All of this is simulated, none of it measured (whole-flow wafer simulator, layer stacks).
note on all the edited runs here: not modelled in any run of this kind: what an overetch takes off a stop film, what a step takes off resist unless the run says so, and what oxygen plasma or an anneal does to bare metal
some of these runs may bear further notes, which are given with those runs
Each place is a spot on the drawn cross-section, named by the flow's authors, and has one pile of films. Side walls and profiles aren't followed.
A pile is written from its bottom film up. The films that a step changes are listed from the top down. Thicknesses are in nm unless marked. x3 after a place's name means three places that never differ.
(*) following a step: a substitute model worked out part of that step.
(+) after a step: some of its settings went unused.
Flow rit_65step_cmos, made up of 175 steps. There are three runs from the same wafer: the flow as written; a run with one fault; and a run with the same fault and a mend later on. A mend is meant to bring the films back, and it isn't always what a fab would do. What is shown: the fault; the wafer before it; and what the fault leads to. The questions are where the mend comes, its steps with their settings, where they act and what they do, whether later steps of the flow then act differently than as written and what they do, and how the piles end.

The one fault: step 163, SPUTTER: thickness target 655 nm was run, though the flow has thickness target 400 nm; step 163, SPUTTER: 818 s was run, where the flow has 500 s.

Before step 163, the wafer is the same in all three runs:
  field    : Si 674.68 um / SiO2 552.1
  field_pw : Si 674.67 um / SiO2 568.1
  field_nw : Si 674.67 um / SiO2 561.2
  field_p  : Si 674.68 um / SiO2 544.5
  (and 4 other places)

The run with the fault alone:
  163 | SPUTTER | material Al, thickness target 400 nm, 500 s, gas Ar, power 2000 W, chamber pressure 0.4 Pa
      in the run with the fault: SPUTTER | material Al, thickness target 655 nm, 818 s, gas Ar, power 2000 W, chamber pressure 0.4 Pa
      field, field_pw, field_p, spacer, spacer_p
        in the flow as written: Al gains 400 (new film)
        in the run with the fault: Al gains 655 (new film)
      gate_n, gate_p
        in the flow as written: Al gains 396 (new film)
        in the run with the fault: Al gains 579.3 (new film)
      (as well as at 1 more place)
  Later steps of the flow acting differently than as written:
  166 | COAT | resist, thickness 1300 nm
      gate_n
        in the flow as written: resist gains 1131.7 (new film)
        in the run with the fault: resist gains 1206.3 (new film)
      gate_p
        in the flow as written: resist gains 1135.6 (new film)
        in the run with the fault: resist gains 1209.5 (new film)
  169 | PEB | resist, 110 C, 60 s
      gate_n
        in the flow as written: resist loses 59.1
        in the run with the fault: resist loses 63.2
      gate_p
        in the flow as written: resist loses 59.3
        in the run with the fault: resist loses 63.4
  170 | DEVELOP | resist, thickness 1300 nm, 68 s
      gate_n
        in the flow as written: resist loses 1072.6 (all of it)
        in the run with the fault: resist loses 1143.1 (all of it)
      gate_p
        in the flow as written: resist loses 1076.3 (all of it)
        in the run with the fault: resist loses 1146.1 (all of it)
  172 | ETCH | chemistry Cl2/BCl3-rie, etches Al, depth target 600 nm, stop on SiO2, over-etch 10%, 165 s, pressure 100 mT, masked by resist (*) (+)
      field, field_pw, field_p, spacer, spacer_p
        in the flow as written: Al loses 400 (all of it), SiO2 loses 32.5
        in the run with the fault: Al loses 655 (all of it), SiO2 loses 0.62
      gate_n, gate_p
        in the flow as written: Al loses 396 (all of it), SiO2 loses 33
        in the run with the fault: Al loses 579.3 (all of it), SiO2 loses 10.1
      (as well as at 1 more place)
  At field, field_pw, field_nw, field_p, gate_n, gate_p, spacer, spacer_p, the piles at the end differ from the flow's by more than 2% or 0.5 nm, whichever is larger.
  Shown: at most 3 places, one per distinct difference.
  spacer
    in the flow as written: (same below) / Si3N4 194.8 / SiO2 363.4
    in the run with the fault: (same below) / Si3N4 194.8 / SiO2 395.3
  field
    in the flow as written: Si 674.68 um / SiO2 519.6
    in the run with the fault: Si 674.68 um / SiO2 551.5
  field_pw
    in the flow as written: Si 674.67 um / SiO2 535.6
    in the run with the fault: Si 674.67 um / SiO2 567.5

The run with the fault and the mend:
  The mend follows step 164.
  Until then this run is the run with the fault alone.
  164a | ETCH | chemistry al pan, depth target 740.4 nm
      field, field_pw, field_nw, field_p, spacer, spacer_p
        Al loses 655 (all of it)
      gate_n, gate_p
        Al loses 579.3 (all of it)
  164b | SPUTTER | material Al, thickness target 400 nm, 500 s, gas Ar, power 2000 W, chamber pressure 0.4 Pa (the flow's step 163, run once more)
      field, field_pw, field_p, spacer, spacer_p
        Al gains 400 (new film)
      gate_n, gate_p
        Al gains 396 (new film)
      field_nw
        Al gains 397.2 (new film)
  Later steps of the flow that are run all act as written at every place that is followed.
  By the end, the piles equal the flow's at every place that both follow.
